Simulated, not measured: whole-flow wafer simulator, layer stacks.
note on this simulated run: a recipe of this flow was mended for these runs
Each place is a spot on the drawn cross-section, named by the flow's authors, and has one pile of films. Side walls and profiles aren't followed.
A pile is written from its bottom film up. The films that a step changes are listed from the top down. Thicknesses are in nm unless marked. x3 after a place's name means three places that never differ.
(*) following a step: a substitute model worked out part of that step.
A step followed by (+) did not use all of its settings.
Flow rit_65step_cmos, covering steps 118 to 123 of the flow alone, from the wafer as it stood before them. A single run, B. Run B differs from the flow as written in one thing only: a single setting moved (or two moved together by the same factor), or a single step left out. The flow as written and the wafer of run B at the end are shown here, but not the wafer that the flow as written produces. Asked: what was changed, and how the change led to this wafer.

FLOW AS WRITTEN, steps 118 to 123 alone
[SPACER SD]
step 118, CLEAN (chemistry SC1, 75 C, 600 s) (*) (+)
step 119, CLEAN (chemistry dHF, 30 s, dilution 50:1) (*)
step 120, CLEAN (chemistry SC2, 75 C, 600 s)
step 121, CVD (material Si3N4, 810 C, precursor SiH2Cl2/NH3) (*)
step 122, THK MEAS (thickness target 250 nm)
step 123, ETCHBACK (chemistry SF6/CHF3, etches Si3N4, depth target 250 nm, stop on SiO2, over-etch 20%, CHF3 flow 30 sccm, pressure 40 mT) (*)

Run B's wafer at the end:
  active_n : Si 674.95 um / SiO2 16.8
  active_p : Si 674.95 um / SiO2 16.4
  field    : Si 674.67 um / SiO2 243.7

The reason: step 119, CLEAN: 18 s was run, while the flow as written has 30 s.

How this came from the change, step by step:
  step 119, CLEAN (chemistry dHF, 30 s, dilution 50:1) (*)
      field, active_n, gate_n, spacer, sd_n x3: SiO2 loses 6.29 (as written it would have been: SiO2 loses 10.5)
      field_p, active_p, gate_p, spacer_p, sd_p: SiO2 loses 6.66 (as written it would have been: SiO2 loses 11.1)
      (and at 2 other places as well)
